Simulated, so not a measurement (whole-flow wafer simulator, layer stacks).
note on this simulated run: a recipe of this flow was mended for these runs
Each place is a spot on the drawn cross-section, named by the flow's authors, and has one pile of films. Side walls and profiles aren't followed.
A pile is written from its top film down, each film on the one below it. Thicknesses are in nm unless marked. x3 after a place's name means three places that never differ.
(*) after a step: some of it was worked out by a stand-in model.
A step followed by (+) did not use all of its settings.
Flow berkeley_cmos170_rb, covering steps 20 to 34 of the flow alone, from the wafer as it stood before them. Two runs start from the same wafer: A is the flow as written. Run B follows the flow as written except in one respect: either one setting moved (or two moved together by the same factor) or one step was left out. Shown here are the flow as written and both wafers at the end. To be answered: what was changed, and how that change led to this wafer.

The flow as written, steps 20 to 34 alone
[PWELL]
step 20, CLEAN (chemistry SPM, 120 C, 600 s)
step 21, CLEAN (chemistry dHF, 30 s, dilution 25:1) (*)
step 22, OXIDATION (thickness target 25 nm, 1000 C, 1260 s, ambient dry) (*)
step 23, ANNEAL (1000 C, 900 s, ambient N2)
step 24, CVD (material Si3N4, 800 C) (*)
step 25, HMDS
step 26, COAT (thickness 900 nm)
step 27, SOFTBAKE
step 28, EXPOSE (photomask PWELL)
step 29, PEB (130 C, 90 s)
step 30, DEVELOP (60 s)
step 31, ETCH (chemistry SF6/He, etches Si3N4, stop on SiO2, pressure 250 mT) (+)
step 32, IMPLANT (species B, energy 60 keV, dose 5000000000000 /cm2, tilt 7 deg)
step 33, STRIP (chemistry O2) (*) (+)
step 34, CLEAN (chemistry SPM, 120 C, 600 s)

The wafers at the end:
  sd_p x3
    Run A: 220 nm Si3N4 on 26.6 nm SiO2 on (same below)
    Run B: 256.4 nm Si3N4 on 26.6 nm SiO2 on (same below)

Cause: step 24, CVD: 812 C was run, though the flow has 800 C.

Step by step, how the change led to this:
  step 24, CVD (material Si3N4, 800 C) (*)
      field x6, sd_p x3: A Si3N4 gains 220 (new film) | B Si3N4 gains 256.4 (new film)
  step 31, ETCH (chemistry SF6/He, etches Si3N4, stop on SiO2, pressure 250 mT) (+)
      field x6: A Si3N4 loses 220 (all of it), SiO2 loses 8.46 | B Si3N4 loses 256.4 (all of it), SiO2 loses 8.46
      sd_p x3: A KrF-resist loses 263 | B KrF-resist loses 302.6
  step 33, STRIP (chemistry O2) (*) (+)
      sd_p x3: A KrF-resist loses 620 (all of it) | B KrF-resist loses 580.5 (all of it)
